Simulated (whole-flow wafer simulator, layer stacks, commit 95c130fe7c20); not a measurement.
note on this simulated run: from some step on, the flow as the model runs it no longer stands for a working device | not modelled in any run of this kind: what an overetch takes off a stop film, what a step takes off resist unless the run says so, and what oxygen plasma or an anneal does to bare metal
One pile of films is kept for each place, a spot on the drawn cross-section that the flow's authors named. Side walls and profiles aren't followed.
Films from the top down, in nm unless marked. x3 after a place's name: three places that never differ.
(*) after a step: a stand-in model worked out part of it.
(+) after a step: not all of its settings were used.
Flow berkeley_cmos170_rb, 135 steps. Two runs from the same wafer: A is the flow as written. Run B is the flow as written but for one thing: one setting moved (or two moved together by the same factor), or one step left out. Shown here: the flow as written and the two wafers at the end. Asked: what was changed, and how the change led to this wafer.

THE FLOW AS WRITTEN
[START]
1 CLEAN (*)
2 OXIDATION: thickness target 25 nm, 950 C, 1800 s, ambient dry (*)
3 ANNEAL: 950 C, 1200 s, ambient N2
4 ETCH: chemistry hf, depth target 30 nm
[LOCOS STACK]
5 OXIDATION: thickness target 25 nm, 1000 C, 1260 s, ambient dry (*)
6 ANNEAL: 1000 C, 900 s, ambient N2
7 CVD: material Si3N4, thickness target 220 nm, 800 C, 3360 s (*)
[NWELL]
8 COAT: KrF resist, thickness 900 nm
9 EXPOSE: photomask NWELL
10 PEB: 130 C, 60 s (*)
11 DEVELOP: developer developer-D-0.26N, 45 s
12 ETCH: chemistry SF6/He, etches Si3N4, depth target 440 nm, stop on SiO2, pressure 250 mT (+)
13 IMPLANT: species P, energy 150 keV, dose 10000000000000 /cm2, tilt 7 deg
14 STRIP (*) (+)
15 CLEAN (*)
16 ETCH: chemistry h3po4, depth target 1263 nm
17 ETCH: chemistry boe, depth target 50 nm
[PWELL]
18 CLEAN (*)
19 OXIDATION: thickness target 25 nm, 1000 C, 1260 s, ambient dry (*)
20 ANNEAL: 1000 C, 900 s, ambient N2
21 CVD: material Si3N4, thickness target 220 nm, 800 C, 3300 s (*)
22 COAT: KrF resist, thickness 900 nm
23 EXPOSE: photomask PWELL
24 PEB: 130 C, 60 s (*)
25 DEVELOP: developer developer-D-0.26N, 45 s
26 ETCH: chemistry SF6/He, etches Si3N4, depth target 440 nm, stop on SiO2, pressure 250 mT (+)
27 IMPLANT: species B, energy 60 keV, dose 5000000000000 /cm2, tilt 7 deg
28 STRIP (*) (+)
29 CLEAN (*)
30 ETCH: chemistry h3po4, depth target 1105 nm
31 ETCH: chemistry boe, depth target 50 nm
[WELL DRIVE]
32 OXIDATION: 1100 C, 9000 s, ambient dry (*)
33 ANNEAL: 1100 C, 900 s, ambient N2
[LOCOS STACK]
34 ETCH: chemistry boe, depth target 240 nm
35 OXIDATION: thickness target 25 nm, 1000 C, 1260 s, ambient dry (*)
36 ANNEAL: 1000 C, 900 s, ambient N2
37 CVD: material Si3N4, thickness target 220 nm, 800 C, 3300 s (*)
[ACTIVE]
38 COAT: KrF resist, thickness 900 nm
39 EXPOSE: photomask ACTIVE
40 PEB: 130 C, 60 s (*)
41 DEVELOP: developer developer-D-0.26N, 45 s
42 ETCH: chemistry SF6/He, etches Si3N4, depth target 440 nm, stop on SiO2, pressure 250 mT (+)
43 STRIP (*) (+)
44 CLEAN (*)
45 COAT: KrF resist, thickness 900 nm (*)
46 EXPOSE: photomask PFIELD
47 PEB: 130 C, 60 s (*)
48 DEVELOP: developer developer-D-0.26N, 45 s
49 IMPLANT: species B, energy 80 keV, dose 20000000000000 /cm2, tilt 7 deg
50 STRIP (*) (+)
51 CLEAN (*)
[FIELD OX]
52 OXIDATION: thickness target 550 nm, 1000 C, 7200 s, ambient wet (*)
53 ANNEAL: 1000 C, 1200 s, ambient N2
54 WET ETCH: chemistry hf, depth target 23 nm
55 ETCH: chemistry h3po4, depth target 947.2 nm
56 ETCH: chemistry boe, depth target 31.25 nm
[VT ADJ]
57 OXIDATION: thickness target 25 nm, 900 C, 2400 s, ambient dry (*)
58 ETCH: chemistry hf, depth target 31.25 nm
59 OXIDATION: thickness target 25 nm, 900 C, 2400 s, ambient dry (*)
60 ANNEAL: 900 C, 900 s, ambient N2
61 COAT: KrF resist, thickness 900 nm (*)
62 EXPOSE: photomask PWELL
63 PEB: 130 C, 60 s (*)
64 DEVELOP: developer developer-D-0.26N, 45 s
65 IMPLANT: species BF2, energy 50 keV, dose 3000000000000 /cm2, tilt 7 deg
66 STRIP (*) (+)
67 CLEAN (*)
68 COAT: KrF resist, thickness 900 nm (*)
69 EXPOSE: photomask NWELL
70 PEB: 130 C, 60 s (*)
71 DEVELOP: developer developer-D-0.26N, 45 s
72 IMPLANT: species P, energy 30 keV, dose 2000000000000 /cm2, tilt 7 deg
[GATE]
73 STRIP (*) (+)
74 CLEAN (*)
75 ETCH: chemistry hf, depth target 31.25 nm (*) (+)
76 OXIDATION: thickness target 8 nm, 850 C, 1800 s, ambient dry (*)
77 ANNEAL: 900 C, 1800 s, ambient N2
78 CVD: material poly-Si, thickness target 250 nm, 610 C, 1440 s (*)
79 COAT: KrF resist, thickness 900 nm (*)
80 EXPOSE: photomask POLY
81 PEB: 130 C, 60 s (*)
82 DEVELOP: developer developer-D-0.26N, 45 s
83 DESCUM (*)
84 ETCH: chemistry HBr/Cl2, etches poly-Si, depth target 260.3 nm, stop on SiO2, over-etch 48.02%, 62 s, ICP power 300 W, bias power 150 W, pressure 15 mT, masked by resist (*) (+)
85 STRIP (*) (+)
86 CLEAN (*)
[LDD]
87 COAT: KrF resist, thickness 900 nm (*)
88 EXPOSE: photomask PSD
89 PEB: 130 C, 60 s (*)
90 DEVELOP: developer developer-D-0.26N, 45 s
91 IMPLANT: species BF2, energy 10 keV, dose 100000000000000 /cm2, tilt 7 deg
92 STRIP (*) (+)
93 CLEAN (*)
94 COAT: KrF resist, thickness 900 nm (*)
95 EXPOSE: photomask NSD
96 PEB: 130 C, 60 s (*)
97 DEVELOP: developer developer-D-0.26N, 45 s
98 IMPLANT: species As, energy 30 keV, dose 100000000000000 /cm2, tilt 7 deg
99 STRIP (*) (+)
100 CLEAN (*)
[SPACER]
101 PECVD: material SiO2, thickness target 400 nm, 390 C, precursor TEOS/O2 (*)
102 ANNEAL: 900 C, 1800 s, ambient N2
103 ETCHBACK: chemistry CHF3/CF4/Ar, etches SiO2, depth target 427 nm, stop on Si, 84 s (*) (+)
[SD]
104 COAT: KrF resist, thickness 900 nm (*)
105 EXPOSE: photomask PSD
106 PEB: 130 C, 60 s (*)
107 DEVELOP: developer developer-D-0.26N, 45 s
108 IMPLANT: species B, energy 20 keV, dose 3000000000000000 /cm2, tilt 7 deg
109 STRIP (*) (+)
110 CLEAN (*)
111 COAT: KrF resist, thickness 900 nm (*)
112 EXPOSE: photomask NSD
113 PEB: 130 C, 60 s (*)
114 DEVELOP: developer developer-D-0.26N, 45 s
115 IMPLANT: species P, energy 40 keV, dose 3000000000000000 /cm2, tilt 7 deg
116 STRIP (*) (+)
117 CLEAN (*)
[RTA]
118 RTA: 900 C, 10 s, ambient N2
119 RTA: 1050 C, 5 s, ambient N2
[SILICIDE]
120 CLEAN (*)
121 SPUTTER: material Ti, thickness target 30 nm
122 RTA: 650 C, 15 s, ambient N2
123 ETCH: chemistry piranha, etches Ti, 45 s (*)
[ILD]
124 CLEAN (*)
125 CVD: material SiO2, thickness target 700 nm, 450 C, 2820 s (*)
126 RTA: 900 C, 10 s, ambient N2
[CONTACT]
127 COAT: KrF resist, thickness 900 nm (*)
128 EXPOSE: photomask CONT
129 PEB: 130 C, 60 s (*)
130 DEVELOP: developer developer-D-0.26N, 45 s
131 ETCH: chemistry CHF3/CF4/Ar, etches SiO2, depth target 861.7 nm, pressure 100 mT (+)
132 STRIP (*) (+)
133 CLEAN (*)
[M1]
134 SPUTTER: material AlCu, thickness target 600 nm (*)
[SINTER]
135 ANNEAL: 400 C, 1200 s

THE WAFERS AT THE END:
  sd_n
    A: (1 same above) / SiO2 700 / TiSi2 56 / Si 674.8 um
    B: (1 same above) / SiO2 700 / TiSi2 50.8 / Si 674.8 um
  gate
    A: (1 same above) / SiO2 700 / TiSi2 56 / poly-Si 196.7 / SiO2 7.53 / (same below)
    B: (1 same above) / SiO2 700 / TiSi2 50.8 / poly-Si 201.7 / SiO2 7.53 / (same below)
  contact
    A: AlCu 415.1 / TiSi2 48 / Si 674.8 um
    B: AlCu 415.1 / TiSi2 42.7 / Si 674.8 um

The cause: step 122, RTA: 6 s was run, where the flow has 15 s.

How the change led to this, step by step:
  122 RTA: 650 C, 15 s, ambient N2
      sd_n, contact, m1: A Ti -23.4, TiSi first +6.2 (new film), TiSi2 C49 +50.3 (new film), Si -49 | B Ti -21.2, TiSi first +22.1 (new film), TiSi2 C49 +21.1 (new film), Si -33.5
      gate, gate_p: A Ti -23.4, TiSi first +6.2 (new film), TiSi2 C49 +50.3 (new film), poly-Si -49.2 | B Ti -21.2, TiSi first +22.1 (new film), TiSi2 C49 +21.1 (new film), poly-Si -33.6
      (and at 1 more place)
  123 ETCH: chemistry piranha, etches Ti, 45 s (*)
      sd_n, gate, gate_p, contact, m1: A Ti -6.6 (all of it) | B Ti -8.81 (all of it)
  126 RTA: 900 C, 10 s, ambient N2
      sd_n, contact, m1: A under 1 film: TiSi2 +56 (new film), TiSi first -6.2 (all of it), TiSi2 C49 -50.3 (all of it), Si -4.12 | B under 1 film: TiSi2 +50.8 (new film), TiSi first -22.1 (all of it), TiSi2 C49 -21.1 (all of it), Si -14.7
      gate, gate_p: A under 1 film: TiSi2 +56 (new film), TiSi first -6.2 (all of it), TiSi2 C49 -50.3 (all of it), poly-Si -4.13 | B under 1 film: TiSi2 +50.8 (new film), TiSi first -22.1 (all of it), TiSi2 C49 -21.1 (all of it), poly-Si -14.7
      (and at 1 more place)
